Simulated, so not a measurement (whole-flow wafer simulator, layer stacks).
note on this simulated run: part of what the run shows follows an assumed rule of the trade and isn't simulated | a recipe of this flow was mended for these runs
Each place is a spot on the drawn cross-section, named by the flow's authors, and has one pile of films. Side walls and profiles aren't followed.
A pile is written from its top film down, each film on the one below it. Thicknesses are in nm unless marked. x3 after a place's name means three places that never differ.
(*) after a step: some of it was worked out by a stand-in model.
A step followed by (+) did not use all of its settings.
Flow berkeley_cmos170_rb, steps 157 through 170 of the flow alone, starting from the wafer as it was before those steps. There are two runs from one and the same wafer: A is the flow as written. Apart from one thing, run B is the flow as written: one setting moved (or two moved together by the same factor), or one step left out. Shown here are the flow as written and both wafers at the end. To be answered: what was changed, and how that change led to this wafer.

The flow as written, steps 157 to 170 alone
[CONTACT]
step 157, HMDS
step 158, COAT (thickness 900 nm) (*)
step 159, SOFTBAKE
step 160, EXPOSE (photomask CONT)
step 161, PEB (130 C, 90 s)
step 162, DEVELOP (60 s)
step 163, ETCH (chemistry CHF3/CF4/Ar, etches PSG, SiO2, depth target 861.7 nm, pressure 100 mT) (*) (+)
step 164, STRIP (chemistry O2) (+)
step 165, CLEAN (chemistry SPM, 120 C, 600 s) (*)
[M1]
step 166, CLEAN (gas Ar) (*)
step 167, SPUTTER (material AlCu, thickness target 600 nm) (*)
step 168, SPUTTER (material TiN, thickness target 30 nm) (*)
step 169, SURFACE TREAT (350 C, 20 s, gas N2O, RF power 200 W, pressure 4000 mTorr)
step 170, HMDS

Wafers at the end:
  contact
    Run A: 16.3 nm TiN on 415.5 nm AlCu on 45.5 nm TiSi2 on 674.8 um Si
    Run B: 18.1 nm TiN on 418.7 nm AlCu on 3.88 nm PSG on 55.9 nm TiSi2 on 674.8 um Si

The reason: step 163, ETCH: depth target 690.7 nm was run, though the flow has depth target 861.7 nm.

How this came from the change, step by step:
  step 163, ETCH (chemistry CHF3/CF4/Ar, etches PSG, SiO2, depth target 861.7 nm, pressure 100 mT) (*) (+)
      contact: A -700 PSG (all of it), -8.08 TiSi2 | B -690.7 PSG
      field, sd_n, spacer_n, gate, sd_p, spacer_p, gate_p, m1: A -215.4 KrF-resist | B -172.7 KrF-resist
  step 164, STRIP (chemistry O2) (+)
      field: A -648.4 KrF-resist (all of it) | B -691.1 KrF-resist (all of it)
      sd_n: A -772.5 KrF-resist (all of it) | B -815.3 KrF-resist (all of it)
      (also at 6 further places)
  step 166, CLEAN (gas Ar) (*)
      contact: A -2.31 TiSi2 | B -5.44 PSG
  step 168, SPUTTER (material TiN, thickness target 30 nm) (*)
      contact: A +16.3 TiN (new film) | B +18.1 TiN (new film)
